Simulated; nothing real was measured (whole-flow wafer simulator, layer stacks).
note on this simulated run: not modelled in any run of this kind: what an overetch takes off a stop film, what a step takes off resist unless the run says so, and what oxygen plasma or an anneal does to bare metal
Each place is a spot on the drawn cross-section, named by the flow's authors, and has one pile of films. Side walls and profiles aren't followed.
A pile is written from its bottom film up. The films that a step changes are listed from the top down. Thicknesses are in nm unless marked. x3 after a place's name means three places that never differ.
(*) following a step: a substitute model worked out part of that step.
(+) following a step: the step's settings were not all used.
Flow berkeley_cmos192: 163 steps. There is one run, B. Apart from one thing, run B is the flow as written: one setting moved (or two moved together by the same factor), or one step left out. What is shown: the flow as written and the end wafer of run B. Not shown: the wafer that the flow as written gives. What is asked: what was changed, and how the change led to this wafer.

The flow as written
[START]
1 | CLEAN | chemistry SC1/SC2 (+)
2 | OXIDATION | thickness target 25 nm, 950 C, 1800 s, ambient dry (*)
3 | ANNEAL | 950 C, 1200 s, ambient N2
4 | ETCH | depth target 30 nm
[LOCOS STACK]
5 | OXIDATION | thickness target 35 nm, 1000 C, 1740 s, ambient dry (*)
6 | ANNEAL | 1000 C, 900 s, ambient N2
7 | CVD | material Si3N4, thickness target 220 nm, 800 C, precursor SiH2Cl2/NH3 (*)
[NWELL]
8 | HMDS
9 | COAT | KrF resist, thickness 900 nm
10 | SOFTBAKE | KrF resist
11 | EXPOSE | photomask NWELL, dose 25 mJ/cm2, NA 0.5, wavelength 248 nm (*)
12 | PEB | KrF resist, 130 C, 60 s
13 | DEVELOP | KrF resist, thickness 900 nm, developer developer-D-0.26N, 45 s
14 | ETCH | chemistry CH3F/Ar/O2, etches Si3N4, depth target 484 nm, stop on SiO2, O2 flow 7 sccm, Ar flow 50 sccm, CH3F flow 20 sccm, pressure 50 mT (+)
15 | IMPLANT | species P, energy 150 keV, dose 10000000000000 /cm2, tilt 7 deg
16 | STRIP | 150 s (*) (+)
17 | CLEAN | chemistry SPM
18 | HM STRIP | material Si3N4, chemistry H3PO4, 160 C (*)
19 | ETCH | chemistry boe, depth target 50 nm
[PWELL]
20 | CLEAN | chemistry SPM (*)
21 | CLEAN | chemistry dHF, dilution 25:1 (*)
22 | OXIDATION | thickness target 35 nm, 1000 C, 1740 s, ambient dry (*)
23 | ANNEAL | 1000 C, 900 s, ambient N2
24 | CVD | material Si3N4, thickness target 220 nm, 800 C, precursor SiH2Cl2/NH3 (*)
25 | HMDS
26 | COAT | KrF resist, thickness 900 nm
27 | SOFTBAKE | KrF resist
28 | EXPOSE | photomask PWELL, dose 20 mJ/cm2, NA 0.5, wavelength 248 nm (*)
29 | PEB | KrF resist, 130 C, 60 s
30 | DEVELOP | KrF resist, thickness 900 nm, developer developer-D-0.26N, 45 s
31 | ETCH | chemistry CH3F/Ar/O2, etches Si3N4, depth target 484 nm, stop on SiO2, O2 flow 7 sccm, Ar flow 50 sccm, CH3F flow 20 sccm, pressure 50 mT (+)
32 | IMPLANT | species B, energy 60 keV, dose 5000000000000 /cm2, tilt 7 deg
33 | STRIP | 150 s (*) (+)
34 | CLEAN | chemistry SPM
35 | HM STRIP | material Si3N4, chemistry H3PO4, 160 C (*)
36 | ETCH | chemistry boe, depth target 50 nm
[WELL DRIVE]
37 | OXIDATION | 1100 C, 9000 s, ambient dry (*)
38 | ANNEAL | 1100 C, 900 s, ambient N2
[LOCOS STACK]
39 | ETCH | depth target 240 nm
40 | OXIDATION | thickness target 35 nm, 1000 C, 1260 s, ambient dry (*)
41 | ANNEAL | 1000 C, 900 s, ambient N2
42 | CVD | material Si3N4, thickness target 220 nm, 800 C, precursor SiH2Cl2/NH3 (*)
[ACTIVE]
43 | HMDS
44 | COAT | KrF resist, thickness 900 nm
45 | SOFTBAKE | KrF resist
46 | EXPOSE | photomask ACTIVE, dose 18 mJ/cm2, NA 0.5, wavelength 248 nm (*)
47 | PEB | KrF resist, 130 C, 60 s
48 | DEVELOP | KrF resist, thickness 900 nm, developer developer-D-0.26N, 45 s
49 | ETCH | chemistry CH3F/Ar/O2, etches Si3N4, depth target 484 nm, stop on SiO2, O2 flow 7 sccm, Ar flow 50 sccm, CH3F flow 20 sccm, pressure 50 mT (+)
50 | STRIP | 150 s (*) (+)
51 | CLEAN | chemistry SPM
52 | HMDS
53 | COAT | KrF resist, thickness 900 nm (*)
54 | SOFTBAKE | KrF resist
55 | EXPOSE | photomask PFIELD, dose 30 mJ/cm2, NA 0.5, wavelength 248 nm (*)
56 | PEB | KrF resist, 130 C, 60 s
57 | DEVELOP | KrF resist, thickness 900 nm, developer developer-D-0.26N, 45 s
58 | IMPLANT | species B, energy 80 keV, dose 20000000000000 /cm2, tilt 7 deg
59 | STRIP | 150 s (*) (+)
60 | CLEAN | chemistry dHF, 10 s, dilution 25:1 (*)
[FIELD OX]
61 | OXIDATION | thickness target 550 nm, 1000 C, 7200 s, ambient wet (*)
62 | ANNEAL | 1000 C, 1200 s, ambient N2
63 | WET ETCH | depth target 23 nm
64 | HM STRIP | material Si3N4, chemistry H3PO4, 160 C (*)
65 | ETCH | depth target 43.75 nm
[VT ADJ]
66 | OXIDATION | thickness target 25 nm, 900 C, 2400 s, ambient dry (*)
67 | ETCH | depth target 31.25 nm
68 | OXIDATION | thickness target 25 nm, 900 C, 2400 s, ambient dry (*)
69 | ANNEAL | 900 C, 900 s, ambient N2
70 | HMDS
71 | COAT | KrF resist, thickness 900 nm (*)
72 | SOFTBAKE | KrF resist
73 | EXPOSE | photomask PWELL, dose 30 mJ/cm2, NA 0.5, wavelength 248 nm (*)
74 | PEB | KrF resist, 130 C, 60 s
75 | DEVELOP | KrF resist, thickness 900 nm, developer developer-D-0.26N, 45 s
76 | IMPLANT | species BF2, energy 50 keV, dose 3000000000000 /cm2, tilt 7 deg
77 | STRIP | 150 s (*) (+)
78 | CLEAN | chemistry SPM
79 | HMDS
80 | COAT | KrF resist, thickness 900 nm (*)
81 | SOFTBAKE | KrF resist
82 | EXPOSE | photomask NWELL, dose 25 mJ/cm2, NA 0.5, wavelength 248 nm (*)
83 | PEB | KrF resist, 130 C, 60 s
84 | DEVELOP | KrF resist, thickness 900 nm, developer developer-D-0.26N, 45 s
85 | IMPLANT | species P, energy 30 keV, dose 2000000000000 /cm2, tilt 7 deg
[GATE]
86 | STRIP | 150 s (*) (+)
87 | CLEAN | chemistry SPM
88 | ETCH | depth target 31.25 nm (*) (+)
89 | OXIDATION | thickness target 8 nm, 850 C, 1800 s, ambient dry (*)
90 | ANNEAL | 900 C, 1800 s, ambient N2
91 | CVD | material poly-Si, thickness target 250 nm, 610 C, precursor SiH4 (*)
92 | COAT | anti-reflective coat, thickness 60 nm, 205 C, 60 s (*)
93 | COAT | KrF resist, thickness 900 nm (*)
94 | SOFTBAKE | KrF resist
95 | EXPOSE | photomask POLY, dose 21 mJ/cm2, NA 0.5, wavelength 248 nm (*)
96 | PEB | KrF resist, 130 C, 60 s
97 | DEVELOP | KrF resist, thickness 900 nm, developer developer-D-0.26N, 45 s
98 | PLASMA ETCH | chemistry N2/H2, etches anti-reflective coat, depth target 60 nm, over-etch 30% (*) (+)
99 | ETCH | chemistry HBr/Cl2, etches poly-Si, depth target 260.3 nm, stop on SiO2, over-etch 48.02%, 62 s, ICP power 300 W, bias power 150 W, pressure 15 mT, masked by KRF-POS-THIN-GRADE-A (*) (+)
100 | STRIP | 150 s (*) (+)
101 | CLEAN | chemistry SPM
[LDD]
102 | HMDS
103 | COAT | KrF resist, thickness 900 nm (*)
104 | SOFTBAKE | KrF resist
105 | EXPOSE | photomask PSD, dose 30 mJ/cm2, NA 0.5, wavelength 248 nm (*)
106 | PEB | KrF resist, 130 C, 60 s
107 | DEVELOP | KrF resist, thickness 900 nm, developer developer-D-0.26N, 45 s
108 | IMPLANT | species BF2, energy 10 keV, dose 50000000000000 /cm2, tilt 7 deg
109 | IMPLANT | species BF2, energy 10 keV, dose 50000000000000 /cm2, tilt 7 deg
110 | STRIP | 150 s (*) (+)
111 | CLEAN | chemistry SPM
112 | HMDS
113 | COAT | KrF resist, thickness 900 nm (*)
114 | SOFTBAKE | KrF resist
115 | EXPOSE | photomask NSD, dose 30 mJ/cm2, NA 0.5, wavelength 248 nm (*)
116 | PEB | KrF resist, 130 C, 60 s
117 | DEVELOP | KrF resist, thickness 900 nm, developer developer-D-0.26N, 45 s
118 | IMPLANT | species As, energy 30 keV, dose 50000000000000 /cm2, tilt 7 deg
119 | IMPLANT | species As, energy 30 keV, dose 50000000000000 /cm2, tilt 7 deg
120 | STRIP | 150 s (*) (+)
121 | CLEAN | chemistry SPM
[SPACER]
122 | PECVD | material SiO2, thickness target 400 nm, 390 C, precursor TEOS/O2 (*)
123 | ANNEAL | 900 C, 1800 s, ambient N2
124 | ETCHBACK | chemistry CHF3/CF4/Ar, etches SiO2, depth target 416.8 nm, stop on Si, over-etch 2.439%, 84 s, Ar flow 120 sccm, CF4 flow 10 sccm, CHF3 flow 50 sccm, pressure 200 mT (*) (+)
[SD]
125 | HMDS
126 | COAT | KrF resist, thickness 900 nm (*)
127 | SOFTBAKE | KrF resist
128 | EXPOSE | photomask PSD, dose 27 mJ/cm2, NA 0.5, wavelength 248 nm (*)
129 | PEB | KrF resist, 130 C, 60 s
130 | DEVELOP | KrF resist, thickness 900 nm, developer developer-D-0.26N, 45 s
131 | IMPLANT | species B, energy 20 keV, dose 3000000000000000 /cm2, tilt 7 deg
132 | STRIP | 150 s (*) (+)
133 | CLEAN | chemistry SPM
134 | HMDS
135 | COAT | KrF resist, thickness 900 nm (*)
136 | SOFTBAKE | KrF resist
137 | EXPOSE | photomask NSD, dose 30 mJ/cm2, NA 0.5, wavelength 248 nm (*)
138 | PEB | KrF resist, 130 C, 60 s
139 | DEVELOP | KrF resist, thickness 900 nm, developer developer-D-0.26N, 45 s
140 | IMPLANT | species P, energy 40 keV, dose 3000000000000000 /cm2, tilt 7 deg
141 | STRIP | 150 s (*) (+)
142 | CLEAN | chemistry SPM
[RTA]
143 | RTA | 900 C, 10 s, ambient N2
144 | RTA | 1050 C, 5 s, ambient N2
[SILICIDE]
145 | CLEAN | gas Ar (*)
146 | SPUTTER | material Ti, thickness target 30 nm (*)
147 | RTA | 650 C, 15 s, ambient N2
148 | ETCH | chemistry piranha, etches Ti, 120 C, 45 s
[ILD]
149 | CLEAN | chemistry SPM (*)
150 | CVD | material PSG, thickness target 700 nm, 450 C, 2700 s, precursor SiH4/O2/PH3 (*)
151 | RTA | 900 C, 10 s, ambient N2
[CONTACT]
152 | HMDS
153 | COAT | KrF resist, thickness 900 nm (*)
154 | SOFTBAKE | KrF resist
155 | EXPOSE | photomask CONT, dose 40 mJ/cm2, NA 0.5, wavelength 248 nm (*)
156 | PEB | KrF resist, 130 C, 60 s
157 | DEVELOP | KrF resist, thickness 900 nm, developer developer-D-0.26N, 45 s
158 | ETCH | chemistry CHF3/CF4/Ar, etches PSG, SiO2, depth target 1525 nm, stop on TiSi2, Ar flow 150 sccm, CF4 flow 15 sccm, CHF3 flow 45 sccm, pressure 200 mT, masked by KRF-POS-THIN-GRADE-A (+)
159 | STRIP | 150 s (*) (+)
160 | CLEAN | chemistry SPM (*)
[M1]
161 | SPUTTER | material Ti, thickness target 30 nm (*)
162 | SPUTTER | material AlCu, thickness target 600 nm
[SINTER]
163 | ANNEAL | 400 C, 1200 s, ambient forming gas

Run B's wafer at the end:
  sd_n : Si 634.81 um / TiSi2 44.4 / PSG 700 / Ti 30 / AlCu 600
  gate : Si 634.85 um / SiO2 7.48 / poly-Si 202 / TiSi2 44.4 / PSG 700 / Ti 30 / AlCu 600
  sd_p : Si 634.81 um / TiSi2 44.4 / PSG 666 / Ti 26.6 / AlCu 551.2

The reason: step 147, RTA: 618 C was run, though the flow has 650 C.

The path from the change to this, step by step:
  147 | RTA | 650 C, 15 s, ambient N2
      sd_n, contact, m1: -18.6 Ti, +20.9 TiSi first (new film), +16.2 TiSi2 C49 (new film), -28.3 Si (in the flow as written it would be: -23.4 Ti, +6.2 TiSi first (new film), +50.3 TiSi2 C49 (new film), -49 Si)
      gate, gate_p: -18.6 Ti, +20.9 TiSi first (new film), +16.2 TiSi2 C49 (new film), -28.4 poly-Si (in the flow as written it would be: -23.4 Ti, +6.2 TiSi first (new film), +50.3 TiSi2 C49 (new film), -49.2 poly-Si)
      (also at 1 further place)
  148 | ETCH | chemistry piranha, etches Ti, 120 C, 45 s
      sd_n, gate, gate_p, contact, m1: -11.4 Ti (all of it), -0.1 TiSi first (in the flow as written it would be: -6.6 Ti (all of it), -0.1 TiSi first)
      sd_p: -9.45 Ti (all of it), -0.1 TiSi first (in the flow as written it would be: -6.17 Ti (all of it), -0.1 TiSi first)
  151 | RTA | 900 C, 10 s, ambient N2
      sd_n, contact, m1: under 1 film: +44.4 TiSi2 (new film), -20.8 TiSi first (all of it), -16.2 TiSi2 C49 (all of it), -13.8 Si (in the flow as written it would be: under 1 film: +55.9 TiSi2 (new film), -6.09 TiSi first (all of it), -50.3 TiSi2 C49 (all of it), -4.05 Si)
      gate, gate_p: under 1 film: +44.4 TiSi2 (new film), -20.8 TiSi first (all of it), -16.2 TiSi2 C49 (all of it), -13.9 poly-Si (in the flow as written it would be: under 1 film: +55.9 TiSi2 (new film), -6.09 TiSi first (all of it), -50.3 TiSi2 C49 (all of it), -4.06 poly-Si)
      (also at 1 further place)
